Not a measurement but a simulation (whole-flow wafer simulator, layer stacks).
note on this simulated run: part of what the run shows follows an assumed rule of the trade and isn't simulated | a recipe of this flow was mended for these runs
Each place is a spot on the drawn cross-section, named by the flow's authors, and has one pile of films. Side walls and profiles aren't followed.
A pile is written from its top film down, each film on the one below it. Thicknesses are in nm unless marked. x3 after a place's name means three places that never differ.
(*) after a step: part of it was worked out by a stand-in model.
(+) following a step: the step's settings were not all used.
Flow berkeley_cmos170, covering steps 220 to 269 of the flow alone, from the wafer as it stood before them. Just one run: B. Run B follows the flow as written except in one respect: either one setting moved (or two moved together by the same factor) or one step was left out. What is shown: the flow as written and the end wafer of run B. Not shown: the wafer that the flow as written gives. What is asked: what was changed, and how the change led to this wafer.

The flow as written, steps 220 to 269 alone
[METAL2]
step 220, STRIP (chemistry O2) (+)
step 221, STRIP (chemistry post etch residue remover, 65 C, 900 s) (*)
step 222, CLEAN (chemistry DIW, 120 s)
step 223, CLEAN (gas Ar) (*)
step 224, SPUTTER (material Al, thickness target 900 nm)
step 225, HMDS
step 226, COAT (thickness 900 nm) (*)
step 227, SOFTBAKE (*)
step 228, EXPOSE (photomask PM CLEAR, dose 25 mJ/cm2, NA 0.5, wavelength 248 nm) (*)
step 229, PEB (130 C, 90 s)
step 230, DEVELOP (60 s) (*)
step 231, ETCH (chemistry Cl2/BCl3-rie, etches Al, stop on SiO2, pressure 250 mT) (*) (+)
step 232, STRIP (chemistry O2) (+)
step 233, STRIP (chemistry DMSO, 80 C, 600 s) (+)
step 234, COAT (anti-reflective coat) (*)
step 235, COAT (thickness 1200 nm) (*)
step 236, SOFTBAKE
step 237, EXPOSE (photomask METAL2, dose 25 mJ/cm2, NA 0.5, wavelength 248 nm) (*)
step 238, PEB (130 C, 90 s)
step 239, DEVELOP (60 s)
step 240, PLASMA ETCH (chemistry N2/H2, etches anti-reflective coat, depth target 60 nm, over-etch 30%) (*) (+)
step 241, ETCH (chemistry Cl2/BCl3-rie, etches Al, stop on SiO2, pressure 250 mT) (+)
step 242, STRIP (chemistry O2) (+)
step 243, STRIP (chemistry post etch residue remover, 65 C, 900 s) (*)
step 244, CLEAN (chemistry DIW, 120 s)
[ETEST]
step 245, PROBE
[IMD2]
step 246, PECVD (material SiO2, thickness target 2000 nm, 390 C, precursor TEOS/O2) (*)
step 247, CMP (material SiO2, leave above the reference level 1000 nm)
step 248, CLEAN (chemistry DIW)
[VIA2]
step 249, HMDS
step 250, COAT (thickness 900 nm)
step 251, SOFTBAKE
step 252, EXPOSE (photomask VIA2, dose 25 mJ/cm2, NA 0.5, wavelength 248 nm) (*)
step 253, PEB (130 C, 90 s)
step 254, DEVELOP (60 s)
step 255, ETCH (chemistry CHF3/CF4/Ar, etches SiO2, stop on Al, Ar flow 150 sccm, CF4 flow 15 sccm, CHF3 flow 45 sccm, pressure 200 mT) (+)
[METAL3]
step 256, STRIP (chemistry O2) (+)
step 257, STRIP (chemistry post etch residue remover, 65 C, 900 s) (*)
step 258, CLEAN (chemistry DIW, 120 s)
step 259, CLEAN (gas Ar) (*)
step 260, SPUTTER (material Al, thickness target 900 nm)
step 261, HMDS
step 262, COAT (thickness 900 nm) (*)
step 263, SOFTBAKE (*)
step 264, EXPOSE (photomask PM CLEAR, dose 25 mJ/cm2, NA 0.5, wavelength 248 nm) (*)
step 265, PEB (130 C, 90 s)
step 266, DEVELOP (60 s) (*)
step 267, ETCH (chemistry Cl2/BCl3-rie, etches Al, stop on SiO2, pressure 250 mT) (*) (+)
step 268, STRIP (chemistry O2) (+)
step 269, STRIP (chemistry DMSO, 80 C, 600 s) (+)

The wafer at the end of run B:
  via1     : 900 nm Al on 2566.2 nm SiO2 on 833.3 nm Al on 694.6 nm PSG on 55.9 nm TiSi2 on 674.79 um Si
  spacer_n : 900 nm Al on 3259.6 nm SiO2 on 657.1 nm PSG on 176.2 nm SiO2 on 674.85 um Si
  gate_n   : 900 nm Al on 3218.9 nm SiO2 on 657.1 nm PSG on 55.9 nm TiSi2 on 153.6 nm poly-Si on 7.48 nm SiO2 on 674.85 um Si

What caused this: step 224, SPUTTER: thickness target 816 nm was run, while the flow as written has thickness target 900 nm.

Step by step, how the change led to this:
  step 224, SPUTTER (material Al, thickness target 900 nm)
      field, mark, sd_n and 9 more: +816 Al (new film) (as written it would have been: +900 Al (new film))
      via1: +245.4 Al (as written it would have been: +259.4 Al)
  step 226, COAT (thickness 900 nm) (*)
      via1: +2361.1 KrF-resist (new film) (as written it would have been: +2428.6 KrF-resist (new film))
  step 231, ETCH (chemistry Cl2/BCl3-rie, etches Al, stop on SiO2, pressure 250 mT) (*) (+)
      field, sd_n, spacer_n and 9 more: -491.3 KrF-resist (as written it would have been: -533.3 KrF-resist)
      mark: -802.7 Al (all of it), -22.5 SiO2 (as written it would have been: -886.7 Al (all of it), -22.5 SiO2)
  step 232, STRIP (chemistry O2) (+)
      field, spacer_n, gate_n: -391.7 KrF-resist (all of it) (as written it would have been: -349.7 KrF-resist (all of it))
      sd_n: -389 KrF-resist (all of it) (as written it would have been: -347 KrF-resist (all of it))
      (also at 7 further places)
  step 234, COAT (anti-reflective coat) (*)
      via1: +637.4 anti-reflective coat (new film) (as written it would have been: +671.1 anti-reflective coat (new film))
  step 241, ETCH (chemistry Cl2/BCl3-rie, etches Al, stop on SiO2, pressure 250 mT) (+)
      field, sd_n, spacer_n, gate_n, sd_p, spacer_p, gate_p: -816 Al (all of it), -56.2 SiO2 (as written it would have been: -900 Al (all of it), -56.2 SiO2)
      contact, m1, via1, m2, via2: -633 KrF-resist (as written it would have been: -675 KrF-resist)
      (also at 1 further place)
  step 242, STRIP (chemistry O2) (+)
      contact: -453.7 KrF-resist (all of it), -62 anti-reflective coat (all of it) (as written it would have been: -412 KrF-resist (all of it), -62.1 anti-reflective coat (all of it))
      m1: -473.9 KrF-resist (all of it), -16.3 anti-reflective coat (all of it) (as written it would have been: -433.1 KrF-resist (all of it), -16.6 anti-reflective coat (all of it))
      (also at 3 further places)
  step 246, PECVD (material SiO2, thickness target 2000 nm, 390 C, precursor TEOS/O2) (*)
      via1: +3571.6 SiO2 (new film) (as written it would have been: +3103.6 SiO2 (new film), +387 void (new film), +151 SiO2 (new film))
  step 247, CMP (material SiO2, leave above the reference level 1000 nm)
      mark: -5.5 SiO2 (as written it would have been: nothing)
      field, sd_n, spacer_n, gate_n, sd_p, spacer_p, gate_p: -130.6 SiO2 (as written it would have been: -46.6 SiO2)
